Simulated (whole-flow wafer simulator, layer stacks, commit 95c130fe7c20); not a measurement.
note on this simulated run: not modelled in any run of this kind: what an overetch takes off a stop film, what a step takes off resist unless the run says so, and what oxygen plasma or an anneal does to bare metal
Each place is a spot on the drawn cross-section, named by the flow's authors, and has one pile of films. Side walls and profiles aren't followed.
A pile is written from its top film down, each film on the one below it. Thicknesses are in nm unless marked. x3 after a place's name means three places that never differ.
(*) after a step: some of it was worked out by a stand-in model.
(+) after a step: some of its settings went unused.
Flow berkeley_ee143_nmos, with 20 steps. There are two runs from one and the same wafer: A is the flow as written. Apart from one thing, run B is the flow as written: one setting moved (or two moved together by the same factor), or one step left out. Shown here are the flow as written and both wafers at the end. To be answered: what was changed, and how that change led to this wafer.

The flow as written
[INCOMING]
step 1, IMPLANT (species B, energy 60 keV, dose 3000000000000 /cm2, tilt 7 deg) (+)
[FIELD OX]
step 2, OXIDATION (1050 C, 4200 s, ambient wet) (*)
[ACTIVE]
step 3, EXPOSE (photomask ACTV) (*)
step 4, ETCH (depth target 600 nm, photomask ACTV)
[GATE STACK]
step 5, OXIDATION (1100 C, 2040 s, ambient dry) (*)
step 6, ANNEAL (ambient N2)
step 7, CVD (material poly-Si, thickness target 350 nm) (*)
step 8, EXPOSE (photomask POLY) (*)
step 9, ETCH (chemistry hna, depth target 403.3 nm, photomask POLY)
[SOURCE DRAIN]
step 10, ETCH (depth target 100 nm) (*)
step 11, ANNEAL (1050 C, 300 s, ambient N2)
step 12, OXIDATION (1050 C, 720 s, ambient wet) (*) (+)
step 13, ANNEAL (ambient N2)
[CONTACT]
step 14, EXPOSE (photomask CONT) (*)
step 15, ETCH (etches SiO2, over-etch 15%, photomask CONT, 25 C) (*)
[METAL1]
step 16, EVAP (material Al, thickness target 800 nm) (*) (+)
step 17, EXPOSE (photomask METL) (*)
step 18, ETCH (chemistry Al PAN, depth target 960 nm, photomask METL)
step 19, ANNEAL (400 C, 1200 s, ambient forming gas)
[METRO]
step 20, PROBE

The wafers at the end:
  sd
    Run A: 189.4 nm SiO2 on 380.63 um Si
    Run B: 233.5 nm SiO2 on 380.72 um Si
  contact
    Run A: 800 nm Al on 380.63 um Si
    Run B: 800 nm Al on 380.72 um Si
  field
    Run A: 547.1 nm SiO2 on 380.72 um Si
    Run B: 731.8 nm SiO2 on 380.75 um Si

What caused this: step 9, ETCH: depth target 282.3 nm was run, though the flow has depth target 403.3 nm.

How this came from the change, step by step:
  step 9, ETCH (chemistry hna, depth target 403.3 nm, photomask POLY)
      sd, contact, field: A poly-Si loses 350 (all of it) | B poly-Si loses 282.3
  step 10, ETCH (depth target 100 nm) (*)
      sd, contact: A SiO2 loses 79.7 (all of it) | B nothing
      field: A SiO2 loses 100 | B nothing
  step 12, OXIDATION (1050 C, 720 s, ambient wet) (*) (+)
      sd, contact: A SiO2 gains 189.4 (new film), Si loses 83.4 | B poly-Si loses 67.7 (all of it), SiO2 gains 153.8
      field: A SiO2 gains 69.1, Si loses 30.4 | B poly-Si loses 67.7 (all of it), SiO2 gains 153.8
  step 15, ETCH (etches SiO2, over-etch 15%, photomask CONT, 25 C) (*)
      contact: A SiO2 loses 189.4 (all of it) | B SiO2 loses 233.5 (all of it)
